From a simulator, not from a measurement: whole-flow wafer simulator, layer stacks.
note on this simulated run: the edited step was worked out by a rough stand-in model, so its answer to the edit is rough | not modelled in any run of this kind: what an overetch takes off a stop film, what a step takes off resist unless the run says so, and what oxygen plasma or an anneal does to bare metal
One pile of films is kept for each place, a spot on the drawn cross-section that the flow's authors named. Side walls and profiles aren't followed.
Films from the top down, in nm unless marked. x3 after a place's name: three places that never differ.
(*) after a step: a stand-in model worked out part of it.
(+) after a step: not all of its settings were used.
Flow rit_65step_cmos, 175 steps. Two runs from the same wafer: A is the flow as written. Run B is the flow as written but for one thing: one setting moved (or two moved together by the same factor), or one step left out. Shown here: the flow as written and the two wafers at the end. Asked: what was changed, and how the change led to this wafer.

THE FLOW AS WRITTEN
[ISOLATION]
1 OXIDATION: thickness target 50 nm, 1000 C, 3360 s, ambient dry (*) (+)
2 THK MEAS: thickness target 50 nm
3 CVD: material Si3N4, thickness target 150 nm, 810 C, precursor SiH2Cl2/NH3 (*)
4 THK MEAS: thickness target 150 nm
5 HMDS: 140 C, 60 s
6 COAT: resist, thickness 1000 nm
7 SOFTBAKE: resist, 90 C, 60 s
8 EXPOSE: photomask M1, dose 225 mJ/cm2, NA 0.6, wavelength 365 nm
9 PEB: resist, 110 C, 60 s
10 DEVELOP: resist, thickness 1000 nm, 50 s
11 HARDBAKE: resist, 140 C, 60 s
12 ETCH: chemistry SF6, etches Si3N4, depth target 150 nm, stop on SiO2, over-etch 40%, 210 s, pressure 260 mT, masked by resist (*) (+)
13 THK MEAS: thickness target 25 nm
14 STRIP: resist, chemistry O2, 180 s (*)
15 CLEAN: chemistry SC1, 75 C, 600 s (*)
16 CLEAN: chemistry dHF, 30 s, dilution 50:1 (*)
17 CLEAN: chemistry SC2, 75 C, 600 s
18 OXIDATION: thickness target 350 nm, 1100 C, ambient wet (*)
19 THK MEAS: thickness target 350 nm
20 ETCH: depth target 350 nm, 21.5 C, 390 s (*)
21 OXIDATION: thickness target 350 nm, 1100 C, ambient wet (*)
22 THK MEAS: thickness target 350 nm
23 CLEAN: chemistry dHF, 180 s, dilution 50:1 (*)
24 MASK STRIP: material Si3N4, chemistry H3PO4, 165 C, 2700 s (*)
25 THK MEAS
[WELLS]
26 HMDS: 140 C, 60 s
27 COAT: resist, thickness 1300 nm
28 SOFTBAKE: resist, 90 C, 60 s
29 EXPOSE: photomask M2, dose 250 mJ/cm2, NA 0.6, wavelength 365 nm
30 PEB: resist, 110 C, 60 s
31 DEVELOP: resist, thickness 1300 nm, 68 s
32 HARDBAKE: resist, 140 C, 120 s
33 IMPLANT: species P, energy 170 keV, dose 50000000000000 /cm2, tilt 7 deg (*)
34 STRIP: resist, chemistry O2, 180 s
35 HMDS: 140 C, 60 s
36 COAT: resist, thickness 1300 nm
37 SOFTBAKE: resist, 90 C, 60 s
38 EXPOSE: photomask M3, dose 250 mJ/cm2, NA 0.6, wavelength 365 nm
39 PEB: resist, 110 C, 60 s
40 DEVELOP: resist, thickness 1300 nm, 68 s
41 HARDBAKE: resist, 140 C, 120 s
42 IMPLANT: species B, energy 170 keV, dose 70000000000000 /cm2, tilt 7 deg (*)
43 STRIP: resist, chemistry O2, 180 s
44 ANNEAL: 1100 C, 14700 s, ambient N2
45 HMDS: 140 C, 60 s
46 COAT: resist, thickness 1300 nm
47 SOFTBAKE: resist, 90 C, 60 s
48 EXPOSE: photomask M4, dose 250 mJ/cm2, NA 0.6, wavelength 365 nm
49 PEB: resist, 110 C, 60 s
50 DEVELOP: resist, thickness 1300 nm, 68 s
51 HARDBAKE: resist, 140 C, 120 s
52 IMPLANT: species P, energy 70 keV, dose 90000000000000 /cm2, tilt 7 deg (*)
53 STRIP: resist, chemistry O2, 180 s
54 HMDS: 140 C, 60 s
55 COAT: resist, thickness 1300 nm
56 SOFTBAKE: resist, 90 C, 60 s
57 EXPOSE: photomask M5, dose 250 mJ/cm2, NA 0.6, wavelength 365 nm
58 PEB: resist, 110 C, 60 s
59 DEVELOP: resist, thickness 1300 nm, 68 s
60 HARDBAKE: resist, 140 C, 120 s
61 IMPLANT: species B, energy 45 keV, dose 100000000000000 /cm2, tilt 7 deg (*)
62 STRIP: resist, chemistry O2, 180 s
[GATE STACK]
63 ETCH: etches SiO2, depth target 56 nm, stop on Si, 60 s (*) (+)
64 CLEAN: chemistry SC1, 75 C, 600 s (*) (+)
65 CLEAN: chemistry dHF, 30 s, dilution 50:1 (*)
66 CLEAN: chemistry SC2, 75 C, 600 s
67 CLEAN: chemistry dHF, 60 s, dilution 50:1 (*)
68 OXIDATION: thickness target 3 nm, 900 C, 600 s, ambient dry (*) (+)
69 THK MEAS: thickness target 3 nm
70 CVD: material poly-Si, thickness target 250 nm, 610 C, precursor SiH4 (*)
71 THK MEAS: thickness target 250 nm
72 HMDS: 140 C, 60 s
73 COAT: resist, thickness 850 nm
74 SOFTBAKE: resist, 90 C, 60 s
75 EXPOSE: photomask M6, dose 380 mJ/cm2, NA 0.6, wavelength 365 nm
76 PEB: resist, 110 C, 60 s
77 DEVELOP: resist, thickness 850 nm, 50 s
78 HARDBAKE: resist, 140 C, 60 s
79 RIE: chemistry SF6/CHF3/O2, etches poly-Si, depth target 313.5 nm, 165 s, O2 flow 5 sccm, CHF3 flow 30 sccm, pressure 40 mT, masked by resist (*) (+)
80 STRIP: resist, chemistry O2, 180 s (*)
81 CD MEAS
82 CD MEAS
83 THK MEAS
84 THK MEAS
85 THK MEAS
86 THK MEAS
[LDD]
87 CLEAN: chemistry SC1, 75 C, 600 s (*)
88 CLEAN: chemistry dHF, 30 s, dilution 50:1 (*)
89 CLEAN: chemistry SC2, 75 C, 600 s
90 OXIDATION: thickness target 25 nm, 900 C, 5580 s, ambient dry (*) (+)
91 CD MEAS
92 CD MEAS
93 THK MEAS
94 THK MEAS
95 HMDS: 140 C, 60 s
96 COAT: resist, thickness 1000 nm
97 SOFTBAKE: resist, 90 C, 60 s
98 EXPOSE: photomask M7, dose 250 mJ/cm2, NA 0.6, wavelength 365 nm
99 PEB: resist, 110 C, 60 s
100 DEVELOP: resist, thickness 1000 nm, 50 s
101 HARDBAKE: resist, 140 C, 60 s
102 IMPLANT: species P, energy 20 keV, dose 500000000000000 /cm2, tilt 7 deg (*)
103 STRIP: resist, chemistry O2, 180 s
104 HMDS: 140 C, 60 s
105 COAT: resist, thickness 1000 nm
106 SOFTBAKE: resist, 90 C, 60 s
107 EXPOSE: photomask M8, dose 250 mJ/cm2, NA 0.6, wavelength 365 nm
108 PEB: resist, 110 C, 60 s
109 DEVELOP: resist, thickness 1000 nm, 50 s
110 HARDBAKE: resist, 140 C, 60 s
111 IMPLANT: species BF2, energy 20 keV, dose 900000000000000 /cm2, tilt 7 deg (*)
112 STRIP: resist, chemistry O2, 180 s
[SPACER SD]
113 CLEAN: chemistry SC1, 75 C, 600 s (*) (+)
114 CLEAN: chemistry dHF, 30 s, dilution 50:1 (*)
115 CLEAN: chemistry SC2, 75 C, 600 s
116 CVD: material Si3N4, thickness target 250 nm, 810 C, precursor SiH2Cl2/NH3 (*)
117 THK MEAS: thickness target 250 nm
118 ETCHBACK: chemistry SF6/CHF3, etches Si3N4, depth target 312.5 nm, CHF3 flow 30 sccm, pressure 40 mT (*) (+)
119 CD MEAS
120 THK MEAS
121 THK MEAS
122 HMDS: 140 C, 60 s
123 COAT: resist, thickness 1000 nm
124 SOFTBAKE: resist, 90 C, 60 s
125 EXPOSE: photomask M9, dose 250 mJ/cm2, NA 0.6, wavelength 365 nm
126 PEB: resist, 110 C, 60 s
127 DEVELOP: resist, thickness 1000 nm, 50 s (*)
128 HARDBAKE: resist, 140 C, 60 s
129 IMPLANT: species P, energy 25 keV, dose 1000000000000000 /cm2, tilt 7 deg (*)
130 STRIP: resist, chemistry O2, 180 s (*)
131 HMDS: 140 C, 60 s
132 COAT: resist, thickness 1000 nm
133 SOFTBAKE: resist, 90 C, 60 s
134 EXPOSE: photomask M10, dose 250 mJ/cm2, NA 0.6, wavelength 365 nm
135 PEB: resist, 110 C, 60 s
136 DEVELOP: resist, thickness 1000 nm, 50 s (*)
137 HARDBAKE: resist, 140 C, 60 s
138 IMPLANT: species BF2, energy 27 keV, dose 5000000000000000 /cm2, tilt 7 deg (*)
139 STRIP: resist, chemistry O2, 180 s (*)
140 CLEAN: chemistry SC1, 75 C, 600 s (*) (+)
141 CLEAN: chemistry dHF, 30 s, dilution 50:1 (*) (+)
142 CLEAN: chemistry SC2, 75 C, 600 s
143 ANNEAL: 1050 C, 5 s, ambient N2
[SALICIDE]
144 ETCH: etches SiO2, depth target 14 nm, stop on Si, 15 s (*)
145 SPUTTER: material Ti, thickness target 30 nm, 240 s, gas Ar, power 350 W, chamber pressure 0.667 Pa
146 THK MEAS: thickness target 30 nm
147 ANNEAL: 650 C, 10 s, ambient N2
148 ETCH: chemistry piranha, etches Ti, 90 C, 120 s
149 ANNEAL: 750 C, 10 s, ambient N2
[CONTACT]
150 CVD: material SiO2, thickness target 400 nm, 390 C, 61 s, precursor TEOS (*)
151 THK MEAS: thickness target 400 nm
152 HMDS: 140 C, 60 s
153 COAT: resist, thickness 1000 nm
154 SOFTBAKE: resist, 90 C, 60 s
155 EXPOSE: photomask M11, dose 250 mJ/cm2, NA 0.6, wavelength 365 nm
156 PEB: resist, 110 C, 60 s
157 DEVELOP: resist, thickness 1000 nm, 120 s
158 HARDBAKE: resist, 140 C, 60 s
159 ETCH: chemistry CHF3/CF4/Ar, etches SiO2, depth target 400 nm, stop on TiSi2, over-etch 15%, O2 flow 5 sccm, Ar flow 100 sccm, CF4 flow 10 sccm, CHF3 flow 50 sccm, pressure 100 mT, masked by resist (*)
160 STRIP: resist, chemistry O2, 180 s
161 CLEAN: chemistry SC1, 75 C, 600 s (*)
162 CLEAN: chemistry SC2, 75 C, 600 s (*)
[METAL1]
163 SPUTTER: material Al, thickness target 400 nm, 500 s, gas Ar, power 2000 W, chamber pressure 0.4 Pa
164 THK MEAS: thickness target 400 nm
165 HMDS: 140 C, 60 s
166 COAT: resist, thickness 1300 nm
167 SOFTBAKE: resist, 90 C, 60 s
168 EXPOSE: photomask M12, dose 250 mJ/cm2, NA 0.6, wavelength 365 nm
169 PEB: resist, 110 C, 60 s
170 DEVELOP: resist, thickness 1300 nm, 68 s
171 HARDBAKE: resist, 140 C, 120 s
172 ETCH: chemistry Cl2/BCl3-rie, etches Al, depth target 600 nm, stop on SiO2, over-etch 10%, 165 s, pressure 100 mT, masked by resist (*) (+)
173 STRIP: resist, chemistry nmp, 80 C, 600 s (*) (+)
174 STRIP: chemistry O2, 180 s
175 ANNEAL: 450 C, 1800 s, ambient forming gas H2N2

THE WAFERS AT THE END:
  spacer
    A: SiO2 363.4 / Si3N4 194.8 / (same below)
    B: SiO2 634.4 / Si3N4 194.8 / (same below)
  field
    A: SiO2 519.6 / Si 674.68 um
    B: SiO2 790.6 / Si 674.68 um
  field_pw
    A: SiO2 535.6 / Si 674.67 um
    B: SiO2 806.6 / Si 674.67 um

The cause: step 150, CVD: thickness target 671 nm was run, where the flow has thickness target 400 nm; step 150, CVD: 102 s was run, where the flow has 61 s.

How the change led to this, step by step:
  150 CVD: material SiO2, thickness target 400 nm, 390 C, 61 s, precursor TEOS (*)
      field, field_pw, field_nw, field_p: A SiO2 +400 | B SiO2 +671
      spacer, spacer_p: A SiO2 +400 (new film) | B SiO2 +671 (new film)
      (and at 2 more places)
